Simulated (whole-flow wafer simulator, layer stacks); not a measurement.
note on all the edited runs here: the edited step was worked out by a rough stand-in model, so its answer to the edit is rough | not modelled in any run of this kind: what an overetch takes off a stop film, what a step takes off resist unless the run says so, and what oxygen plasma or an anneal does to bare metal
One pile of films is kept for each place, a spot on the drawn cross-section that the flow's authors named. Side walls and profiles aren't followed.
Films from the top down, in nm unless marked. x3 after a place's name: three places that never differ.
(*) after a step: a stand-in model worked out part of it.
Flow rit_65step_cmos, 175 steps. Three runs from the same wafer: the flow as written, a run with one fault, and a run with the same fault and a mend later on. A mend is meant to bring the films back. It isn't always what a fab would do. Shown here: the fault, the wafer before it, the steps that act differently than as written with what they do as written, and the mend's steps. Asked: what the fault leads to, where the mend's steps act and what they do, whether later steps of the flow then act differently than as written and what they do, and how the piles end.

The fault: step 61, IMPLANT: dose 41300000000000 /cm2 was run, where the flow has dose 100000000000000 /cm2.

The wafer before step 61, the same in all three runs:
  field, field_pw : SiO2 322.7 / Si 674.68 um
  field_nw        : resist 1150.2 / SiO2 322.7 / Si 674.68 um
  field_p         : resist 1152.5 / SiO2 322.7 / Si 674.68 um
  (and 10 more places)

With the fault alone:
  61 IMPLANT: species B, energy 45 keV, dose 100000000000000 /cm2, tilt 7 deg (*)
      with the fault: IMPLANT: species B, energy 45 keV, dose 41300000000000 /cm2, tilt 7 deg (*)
      does what it does as written at every place that is followed
  Later steps of the flow that act differently than as written (31 more steps differ only slightly, by at most 2% or 0.5 nm, whichever is larger, and aren't shown):
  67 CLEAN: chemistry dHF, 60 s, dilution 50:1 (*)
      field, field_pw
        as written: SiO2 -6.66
        with the fault: SiO2 -6.02
  At the end the piles differ from the flow's only slightly at the places that both follow, by at most 2% or 0.5 nm, whichever is larger.

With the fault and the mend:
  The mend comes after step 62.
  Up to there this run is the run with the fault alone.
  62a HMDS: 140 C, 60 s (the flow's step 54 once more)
      changes no film at any place that is followed
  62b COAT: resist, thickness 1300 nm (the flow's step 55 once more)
      gate_n, gate_p, spacer, spacer_p, contact
        resist +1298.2 (new film)
      active_n, active_p, sd_p
        resist +1297.4 (new film)
      field_pw, field_nw
        resist +1313 (new film)
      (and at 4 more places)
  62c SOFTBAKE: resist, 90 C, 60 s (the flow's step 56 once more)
      changes no film at any place that is followed
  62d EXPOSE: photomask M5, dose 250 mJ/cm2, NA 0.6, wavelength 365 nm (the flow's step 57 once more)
      changes no film at any place that is followed
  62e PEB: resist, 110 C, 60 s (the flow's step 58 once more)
      gate_n, gate_p, spacer, spacer_p, contact, m1
        resist -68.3
      active_n, active_p, sd_n, sd_p
        resist -68.2
      field, field_p
        resist -69.2
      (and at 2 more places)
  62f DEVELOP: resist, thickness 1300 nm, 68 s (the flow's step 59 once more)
      gate_n, spacer, contact
        resist -1229.9 (all of it)
      field
        resist -1246.5 (all of it)
      field_pw
        resist -1243.9 (all of it)
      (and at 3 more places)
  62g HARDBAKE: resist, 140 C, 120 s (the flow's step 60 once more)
      active_p, gate_p, spacer_p
        resist -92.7
      field_nw
        resist -93.8
      field_p
        resist -94
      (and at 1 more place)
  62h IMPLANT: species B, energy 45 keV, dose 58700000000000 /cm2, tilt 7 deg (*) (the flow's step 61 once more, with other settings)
      changes no film at any place that is followed
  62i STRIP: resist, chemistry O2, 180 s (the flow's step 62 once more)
      active_p, sd_p
        resist -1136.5 (all of it)
      gate_p, spacer_p
        resist -1137.2 (all of it)
      field_nw
        resist -1150.2 (all of it)
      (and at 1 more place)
  No later step of the flow acts differently than as written at any place that is followed.
  At the end the piles are the same as the flow's at every place that both follow.
